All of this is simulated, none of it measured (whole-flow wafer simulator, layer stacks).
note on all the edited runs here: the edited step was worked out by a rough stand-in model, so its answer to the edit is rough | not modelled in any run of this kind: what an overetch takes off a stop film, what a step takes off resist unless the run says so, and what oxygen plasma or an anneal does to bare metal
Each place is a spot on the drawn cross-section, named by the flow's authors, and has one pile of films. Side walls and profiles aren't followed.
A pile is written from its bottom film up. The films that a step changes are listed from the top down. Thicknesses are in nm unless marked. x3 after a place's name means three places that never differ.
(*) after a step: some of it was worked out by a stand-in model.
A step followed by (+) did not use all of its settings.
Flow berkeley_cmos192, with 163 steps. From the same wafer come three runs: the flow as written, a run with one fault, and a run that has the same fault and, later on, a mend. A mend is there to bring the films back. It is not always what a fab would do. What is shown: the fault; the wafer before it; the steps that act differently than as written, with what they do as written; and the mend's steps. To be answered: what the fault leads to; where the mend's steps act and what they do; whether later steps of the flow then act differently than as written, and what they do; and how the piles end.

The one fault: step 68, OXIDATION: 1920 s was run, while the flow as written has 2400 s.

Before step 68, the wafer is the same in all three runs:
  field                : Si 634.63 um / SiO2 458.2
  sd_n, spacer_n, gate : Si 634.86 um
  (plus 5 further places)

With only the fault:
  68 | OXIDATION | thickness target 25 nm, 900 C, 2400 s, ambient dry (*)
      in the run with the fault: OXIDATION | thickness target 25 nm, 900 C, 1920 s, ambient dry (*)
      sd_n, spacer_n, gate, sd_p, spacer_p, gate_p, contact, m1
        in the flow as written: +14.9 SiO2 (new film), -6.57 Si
        in the run with the fault: +13 SiO2 (new film), -5.71 Si
  Later steps of the flow acting differently than as written (36 more steps, not shown, differ only slightly: by at most 2% or 0.5 nm, whichever is larger):
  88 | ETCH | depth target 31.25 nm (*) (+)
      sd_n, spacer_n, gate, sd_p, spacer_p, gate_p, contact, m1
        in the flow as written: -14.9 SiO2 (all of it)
        in the run with the fault: -13 SiO2 (all of it)
  At the end the piles are close to the flow's at the places that both follow, differing by at most 2% or 0.5 nm, whichever is larger.

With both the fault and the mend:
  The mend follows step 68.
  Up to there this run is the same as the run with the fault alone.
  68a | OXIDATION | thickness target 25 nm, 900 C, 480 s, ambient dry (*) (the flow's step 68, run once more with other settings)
      sd_n, spacer_n, gate, sd_p, spacer_p, gate_p, contact, m1
        +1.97 SiO2, -0.87 Si
      field
        +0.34 SiO2, -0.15 Si
  Later steps of the flow that are run all act as written at every place that is followed.
  The piles end the same as the flow's at every place that both follow.
